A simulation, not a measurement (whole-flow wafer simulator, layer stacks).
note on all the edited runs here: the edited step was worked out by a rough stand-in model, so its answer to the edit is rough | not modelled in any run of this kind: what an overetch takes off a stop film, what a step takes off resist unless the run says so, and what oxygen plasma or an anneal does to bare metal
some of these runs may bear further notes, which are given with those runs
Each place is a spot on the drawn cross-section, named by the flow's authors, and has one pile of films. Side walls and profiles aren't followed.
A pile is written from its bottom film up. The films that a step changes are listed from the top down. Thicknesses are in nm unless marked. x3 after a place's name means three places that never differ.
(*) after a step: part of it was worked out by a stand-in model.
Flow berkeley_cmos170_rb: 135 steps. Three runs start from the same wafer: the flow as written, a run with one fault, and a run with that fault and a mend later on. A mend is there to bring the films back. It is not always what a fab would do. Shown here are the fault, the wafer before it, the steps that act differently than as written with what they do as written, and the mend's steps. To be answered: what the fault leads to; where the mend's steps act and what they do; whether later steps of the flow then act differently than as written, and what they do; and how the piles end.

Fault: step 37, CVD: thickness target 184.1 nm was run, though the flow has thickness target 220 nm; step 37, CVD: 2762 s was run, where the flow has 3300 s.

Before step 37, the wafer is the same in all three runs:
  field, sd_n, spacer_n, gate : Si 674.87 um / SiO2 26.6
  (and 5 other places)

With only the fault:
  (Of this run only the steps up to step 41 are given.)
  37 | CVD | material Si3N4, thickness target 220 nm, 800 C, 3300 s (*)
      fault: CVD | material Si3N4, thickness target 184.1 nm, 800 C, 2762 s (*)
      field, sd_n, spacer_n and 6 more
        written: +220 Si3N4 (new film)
        fault: +184.1 Si3N4 (new film)
  Every later step of the flow up to step 41 that is run acts as written at every place that is followed.
  Once step 41 is done, the piles at field, sd_n, spacer_n and 6 more depart from the flow's by more than 2% or 0.5 nm, whichever is larger.
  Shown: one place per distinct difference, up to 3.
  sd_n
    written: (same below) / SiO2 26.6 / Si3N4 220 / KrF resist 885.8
    fault: (same below) / SiO2 26.6 / Si3N4 184.1 / KrF resist 885.8
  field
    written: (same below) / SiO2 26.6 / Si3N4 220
    fault: (same below) / SiO2 26.6 / Si3N4 184.1

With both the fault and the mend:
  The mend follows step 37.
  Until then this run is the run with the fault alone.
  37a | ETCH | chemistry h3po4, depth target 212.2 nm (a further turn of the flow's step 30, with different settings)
      field, sd_n, spacer_n and 6 more
        -184.1 Si3N4 (all of it)
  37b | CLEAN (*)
      does not change any film at any place that is followed
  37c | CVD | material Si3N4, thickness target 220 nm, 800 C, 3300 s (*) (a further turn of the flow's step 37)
      field, sd_n, spacer_n and 6 more
        +220 Si3N4 (new film)
  Every later step of the flow that is run acts as written at every place that is followed.
  By the end, the piles equal the flow's at every place that both follow.
